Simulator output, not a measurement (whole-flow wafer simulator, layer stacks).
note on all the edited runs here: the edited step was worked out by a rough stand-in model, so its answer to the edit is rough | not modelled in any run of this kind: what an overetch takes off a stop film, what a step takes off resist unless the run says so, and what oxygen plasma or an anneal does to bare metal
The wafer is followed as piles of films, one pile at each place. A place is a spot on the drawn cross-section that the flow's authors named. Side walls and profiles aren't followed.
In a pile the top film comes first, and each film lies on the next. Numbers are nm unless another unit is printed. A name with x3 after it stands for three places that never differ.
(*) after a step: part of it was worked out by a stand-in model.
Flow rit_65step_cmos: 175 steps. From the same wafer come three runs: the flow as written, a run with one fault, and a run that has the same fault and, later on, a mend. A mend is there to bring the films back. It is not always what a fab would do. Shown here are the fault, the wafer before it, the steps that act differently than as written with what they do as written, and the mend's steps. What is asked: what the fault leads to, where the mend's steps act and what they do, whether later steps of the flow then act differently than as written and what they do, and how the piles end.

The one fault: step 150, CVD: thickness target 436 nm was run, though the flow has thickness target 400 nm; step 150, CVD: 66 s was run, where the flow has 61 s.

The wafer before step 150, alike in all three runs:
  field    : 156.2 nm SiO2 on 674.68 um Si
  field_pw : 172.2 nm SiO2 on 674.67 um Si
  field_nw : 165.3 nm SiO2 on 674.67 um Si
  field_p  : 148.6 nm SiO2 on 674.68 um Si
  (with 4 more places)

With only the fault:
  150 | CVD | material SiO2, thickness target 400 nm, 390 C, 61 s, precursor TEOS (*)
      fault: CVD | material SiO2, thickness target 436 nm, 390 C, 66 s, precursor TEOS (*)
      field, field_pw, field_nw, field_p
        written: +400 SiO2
        fault: +436 SiO2
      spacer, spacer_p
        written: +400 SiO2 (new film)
        fault: +436 SiO2 (new film)
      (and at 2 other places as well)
  None of the later steps of the flow differs from how it acts as written, at any place that is followed, by more than 2% or 0.5 nm, whichever is larger.
  By the end, the piles at field, field_pw, field_nw, field_p, gate_n, gate_p, spacer, spacer_p depart from the flow's by more than 2% or 0.5 nm, whichever is larger.
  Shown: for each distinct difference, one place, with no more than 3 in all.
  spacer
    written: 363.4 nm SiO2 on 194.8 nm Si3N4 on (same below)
    fault: 399.4 nm SiO2 on 194.8 nm Si3N4 on (same below)
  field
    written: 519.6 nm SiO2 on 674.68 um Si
    fault: 555.6 nm SiO2 on 674.68 um Si
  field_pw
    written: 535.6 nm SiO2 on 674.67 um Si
    fault: 571.6 nm SiO2 on 674.67 um Si

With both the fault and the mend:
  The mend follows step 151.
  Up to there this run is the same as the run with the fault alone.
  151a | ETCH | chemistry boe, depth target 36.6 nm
      field, field_pw, field_nw, field_p, gate_n, gate_p, spacer, spacer_p
        -36.6 SiO2
  None of the later steps of the flow differs from how it acts as written, at any place that is followed, by more than 2% or 0.5 nm, whichever is larger.
  When the end is reached, the piles differ only a little from the flow's at the places that both follow, at most by 2% or 0.5 nm, whichever is larger.
